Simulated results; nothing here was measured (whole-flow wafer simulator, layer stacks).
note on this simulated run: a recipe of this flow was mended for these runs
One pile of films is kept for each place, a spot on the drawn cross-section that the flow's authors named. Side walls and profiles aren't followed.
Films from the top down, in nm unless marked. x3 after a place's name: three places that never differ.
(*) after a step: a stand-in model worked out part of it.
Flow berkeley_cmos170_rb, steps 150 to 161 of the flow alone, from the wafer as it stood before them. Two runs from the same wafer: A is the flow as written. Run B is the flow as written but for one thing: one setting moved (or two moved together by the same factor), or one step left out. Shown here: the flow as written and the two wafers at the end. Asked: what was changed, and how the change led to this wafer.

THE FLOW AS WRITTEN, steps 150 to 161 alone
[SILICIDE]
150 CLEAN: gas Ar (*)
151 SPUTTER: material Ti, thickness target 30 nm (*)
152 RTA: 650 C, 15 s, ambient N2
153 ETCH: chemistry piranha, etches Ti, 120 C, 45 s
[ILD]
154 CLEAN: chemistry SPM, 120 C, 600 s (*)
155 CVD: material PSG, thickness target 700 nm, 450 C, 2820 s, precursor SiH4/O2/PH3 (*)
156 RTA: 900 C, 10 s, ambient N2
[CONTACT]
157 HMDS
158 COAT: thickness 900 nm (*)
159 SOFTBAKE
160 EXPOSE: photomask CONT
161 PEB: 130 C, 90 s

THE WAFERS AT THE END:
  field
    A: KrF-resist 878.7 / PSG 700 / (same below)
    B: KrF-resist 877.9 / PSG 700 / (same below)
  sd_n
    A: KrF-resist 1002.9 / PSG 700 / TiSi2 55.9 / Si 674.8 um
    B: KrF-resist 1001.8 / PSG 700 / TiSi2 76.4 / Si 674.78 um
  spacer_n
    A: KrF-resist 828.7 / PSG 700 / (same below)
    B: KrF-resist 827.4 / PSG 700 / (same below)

The cause: step 151, SPUTTER: thickness target 41 nm was run, where the flow has thickness target 30 nm; step 153, ETCH: 61 s was run, where the flow has 45 s.

How the change led to this, step by step:
  151 SPUTTER: material Ti, thickness target 30 nm (*)
      field, sd_n, spacer_n, gate, spacer_p, gate_p, contact, m1: A Ti +30 (new film) | B Ti +41 (new film)
      sd_p: A Ti +27.9 (new film) | B Ti +38.2 (new film)
  152 RTA: 650 C, 15 s, ambient N2
      sd_n, contact, m1: A Ti -23.4, TiSi first +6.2 (new film), TiSi2 C49 +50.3 (new film), Si -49 | B Ti -32, TiSi first +30.8 (new film), TiSi2 C49 +35.6 (new film), Si -52.2
      gate, gate_p: A Ti -23.4, TiSi first +6.2 (new film), TiSi2 C49 +50.3 (new film), poly-Si -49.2 | B Ti -32, TiSi first +30.8 (new film), TiSi2 C49 +35.6 (new film), poly-Si -52.4
      (and at 1 more place)
  153 ETCH: chemistry piranha, etches Ti, 120 C, 45 s
      sd_n, gate, gate_p, contact, m1: A Ti -6.6 (all of it), TiSi first -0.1 | B Ti -9.02 (all of it), TiSi first -0.14
      field, spacer_n, spacer_p: A Ti -30 (all of it) | B Ti -41 (all of it)
      (and at 1 more place)
  156 RTA: 900 C, 10 s, ambient N2
      sd_n, contact, m1: A under 1 film: TiSi2 +55.9 (new film), TiSi first -6.09 (all of it), TiSi2 C49 -50.3 (all of it), Si -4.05 | B under 1 film: TiSi2 +76.4 (new film), TiSi first -30.6 (all of it), TiSi2 C49 -35.6 (all of it), Si -20.3
      gate, gate_p: A under 1 film: TiSi2 +55.9 (new film), TiSi first -6.09 (all of it), TiSi2 C49 -50.3 (all of it), poly-Si -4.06 | B under 1 film: TiSi2 +76.4 (new film), TiSi first -30.6 (all of it), TiSi2 C49 -35.6 (all of it), poly-Si -20.4
      (and at 1 more place)
